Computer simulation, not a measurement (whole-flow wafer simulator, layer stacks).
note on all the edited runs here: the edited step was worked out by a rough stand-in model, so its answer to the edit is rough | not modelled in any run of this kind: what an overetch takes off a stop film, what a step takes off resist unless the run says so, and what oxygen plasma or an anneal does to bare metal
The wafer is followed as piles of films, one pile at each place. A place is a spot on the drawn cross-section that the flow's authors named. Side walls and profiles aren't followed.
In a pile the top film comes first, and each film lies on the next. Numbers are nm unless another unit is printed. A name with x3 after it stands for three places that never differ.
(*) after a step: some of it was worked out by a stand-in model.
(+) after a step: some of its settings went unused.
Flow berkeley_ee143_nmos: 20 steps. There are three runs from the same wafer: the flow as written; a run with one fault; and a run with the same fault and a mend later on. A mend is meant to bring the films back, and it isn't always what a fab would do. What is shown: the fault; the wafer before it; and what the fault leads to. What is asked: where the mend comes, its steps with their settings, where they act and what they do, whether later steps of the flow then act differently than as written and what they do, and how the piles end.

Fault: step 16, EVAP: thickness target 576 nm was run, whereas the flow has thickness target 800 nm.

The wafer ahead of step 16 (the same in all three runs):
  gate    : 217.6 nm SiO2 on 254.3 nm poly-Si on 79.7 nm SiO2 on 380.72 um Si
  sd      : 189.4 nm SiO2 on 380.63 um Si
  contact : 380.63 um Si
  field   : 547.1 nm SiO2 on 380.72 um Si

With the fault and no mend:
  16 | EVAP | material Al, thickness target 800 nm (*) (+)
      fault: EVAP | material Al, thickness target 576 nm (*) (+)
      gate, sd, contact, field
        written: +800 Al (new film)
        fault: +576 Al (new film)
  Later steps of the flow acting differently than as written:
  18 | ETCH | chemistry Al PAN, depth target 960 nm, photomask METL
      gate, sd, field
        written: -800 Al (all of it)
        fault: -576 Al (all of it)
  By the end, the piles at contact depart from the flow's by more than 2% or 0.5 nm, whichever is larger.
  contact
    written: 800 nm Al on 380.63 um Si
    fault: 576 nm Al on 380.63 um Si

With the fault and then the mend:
  The mend follows step 16.
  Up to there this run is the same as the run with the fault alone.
  16a | EVAP | material Al, thickness target 224 nm (*) (+) (the flow's step 16, run once more with other settings)
      gate, sd, contact, field
        +224 Al
  Every later step of the flow that is run acts as written at every place that is followed.
  The piles end the same as the flow's at every place that both follow.
